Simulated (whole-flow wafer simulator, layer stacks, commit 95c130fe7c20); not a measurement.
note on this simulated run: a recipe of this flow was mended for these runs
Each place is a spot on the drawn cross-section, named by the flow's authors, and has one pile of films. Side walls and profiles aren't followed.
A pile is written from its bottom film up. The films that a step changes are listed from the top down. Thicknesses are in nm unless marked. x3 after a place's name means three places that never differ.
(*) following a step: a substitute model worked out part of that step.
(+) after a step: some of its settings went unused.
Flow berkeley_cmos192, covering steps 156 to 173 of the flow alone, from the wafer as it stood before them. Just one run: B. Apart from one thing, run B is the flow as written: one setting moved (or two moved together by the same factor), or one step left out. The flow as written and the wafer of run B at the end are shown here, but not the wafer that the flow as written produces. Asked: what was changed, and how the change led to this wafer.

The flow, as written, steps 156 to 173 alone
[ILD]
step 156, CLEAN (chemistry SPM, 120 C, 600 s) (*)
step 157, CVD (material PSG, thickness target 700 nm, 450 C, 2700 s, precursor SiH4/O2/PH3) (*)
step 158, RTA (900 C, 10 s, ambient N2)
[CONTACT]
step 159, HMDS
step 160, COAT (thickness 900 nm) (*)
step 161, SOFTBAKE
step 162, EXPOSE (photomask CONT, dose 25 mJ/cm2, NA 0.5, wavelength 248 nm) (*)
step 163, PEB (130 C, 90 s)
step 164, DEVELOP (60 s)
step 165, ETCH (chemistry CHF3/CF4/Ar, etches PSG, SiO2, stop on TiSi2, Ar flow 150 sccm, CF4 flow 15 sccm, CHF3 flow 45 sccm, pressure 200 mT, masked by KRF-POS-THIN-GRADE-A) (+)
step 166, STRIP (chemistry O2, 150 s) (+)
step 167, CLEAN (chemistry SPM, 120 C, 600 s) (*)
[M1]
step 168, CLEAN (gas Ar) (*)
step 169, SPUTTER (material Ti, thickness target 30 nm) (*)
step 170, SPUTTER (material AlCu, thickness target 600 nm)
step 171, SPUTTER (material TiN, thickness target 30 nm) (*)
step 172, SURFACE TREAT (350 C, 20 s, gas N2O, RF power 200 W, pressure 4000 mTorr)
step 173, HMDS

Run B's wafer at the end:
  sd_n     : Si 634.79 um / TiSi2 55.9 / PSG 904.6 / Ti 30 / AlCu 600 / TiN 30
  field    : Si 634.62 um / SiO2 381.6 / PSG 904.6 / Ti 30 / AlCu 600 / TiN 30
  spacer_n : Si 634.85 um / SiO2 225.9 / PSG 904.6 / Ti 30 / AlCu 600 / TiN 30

The reason: step 157, CVD: thickness target 910 nm was run, though the flow has thickness target 700 nm; step 157, CVD: 3510 s was run, where the flow has 2700 s.

Step by step, how the change led to this:
  step 157, CVD (material PSG, thickness target 700 nm, 450 C, 2700 s, precursor SiH4/O2/PH3) (*)
      field, sd_n, spacer_n, gate, spacer_p, gate_p, contact, m1: PSG gains 910 (new film) (in the flow as written it would be: PSG gains 700 (new film))
      sd_p: PSG gains 910 (new film) (in the flow as written it would be: PSG gains 668 (new film))
  step 160, COAT (thickness 900 nm) (*)
      sd_p: KrF-resist gains 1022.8 (new film) (in the flow as written it would be: KrF-resist gains 1044.9 (new film))
  step 165, ETCH (chemistry CHF3/CF4/Ar, etches PSG, SiO2, stop on TiSi2, Ar flow 150 sccm, CF4 flow 15 sccm, CHF3 flow 45 sccm, pressure 200 mT, masked by KRF-POS-THIN-GRADE-A) (+)
      field, sd_n, spacer_n, gate, sd_p, spacer_p, gate_p, m1: KrF-resist loses 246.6 (in the flow as written it would be: KrF-resist loses 194.1)
      contact: PSG loses 910 (all of it), TiSi2 loses 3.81 (in the flow as written it would be: PSG loses 700 (all of it), TiSi2 loses 3.81)
  step 166, STRIP (chemistry O2, 150 s) (+)
      field: KrF-resist loses 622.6 (all of it) (in the flow as written it would be: KrF-resist loses 672.6 (all of it))
      sd_n: KrF-resist loses 734.3 (all of it) (in the flow as written it would be: KrF-resist loses 784.4 (all of it))
      (as well as at 6 more places)
  step 169, SPUTTER (material Ti, thickness target 30 nm) (*)
      sd_p: Ti gains 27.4 (new film) (in the flow as written it would be: Ti gains 26.8 (new film))
      contact: Ti gains 18.8 (new film) (in the flow as written it would be: Ti gains 21.1 (new film))
  step 170, SPUTTER (material AlCu, thickness target 600 nm)
      sd_p: AlCu gains 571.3 (new film) (in the flow as written it would be: AlCu gains 557.4 (new film))
      contact: AlCu gains 363 (new film) (in the flow as written it would be: AlCu gains 411.7 (new film))
  step 171, SPUTTER (material TiN, thickness target 30 nm) (*)
      sd_p: TiN gains 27 (new film) (in the flow as written it would be: TiN gains 26.2 (new film))
      contact: TiN gains 13.4 (new film) (in the flow as written it would be: TiN gains 16 (new film))
